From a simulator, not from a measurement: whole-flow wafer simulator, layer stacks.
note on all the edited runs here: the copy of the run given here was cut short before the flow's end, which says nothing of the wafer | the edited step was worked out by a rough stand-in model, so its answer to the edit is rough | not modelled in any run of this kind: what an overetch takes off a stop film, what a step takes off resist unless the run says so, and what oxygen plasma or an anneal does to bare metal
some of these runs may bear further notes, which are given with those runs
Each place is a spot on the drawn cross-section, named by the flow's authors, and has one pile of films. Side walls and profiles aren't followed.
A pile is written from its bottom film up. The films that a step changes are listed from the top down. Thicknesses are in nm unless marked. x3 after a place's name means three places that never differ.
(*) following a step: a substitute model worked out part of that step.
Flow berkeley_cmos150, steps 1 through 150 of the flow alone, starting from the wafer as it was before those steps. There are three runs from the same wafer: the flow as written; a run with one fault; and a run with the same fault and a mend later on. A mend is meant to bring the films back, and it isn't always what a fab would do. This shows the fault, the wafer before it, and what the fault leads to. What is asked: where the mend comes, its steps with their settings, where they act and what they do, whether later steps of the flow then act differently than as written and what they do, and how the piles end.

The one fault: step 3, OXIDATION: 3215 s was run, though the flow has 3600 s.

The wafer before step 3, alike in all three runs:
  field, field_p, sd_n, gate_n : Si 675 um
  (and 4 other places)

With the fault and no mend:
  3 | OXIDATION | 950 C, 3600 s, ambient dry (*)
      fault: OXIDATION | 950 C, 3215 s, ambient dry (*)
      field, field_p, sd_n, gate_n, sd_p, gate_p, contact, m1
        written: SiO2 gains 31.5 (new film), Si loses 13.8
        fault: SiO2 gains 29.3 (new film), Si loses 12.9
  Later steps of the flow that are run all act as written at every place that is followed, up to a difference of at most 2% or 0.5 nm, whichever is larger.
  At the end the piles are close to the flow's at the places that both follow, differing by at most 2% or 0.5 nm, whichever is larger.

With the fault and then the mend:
  The mend follows step 4.
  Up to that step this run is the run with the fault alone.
  4a | OXIDATION | 950 C, 347 s, ambient dry (*) (a further turn of the flow's step 3, with different settings)
      field, field_p, sd_n, gate_n, sd_p, gate_p, contact, m1
        SiO2 gains 2.21, Si loses 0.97
  Later steps of the flow that are run all act as written at every place that is followed.
  The piles end the same as the flow's at every place that both follow.
